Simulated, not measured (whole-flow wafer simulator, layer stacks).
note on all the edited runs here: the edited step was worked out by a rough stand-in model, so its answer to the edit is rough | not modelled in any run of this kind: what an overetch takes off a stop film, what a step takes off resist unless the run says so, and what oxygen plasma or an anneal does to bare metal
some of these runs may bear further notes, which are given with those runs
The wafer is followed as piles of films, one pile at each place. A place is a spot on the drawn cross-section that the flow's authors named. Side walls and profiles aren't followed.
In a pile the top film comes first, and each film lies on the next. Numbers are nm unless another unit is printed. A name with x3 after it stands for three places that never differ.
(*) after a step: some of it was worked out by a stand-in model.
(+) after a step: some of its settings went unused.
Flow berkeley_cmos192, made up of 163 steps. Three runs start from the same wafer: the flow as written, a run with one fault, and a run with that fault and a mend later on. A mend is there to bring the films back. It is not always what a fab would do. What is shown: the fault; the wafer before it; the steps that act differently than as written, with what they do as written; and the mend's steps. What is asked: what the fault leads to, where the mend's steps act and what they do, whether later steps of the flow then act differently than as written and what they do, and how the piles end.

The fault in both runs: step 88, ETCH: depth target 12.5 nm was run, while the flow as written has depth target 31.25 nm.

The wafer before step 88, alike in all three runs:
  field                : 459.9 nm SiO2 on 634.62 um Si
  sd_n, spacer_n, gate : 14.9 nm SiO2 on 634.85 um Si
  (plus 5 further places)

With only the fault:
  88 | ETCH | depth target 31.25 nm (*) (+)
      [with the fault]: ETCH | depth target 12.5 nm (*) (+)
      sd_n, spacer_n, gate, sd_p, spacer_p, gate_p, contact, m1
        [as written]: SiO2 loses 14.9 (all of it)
        [with the fault]: SiO2 loses 12.5
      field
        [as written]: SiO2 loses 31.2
        [with the fault]: SiO2 loses 12.5
  Later steps of the flow acting differently than as written (not shown: 31 more steps that differ only slightly, by at most 2% or 0.5 nm, whichever is larger):
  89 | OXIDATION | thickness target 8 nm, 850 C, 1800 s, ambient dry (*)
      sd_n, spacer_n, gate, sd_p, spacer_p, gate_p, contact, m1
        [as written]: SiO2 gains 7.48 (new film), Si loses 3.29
        [with the fault]: SiO2 gains 5.48, Si loses 2.41
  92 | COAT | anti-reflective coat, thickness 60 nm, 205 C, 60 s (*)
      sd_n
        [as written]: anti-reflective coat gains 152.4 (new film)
        [with the fault]: anti-reflective coat gains 164.6 (new film)
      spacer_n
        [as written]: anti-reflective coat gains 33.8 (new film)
        [with the fault]: anti-reflective coat gains 29.6 (new film)
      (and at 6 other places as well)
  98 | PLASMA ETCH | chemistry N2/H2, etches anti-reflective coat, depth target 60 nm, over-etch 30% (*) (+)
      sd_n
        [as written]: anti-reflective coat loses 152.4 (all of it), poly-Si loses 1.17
        [with the fault]: anti-reflective coat loses 164.6 (all of it), poly-Si loses 1.27
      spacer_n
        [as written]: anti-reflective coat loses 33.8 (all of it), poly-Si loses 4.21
        [with the fault]: anti-reflective coat loses 29.6 (all of it), poly-Si loses 4.73
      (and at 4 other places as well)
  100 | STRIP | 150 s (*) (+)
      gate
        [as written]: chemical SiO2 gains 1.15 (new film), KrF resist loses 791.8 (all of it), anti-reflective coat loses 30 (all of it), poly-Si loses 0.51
        [with the fault]: chemical SiO2 gains 1.15 (new film), KrF resist loses 806.4 (all of it), anti-reflective coat loses 25.6 (all of it), poly-Si loses 0.51
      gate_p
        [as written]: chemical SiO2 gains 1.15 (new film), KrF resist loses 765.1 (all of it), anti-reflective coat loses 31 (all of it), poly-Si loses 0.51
        [with the fault]: chemical SiO2 gains 1.15 (new film), KrF resist loses 774.6 (all of it), anti-reflective coat loses 28 (all of it), poly-Si loses 0.51
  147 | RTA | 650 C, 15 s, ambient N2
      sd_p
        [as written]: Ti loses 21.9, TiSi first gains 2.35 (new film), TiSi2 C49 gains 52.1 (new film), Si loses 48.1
        [with the fault]: Ti loses 21.6, TiSi first gains 1.61 (new film), TiSi2 C49 gains 52.4 (new film), Si loses 47.9
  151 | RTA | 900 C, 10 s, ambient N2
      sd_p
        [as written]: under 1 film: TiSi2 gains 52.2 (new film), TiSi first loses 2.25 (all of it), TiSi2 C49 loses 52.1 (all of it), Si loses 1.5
        [with the fault]: under 1 film: TiSi2 gains 51.5 (new film), TiSi first loses 1.51 (all of it), TiSi2 C49 loses 52.4 (all of it), Si loses 1
  The piles end different from the flow's at field by more than 2% or 0.5 nm, whichever is larger.
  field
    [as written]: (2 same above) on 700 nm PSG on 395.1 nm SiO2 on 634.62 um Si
    [with the fault]: (2 same above) on 700 nm PSG on 413.8 nm SiO2 on 634.62 um Si

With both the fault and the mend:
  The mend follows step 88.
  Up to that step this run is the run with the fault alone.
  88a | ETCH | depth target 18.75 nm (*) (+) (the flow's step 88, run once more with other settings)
      sd_n, spacer_n, gate, sd_p, spacer_p, gate_p, contact, m1
        SiO2 loses 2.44 (all of it)
      field
        SiO2 loses 18.8
  Later steps of the flow that are run all act as written at every place that is followed, up to a difference of at most 2% or 0.5 nm, whichever is larger.
  The piles end the same as the flow's at every place that both follow.
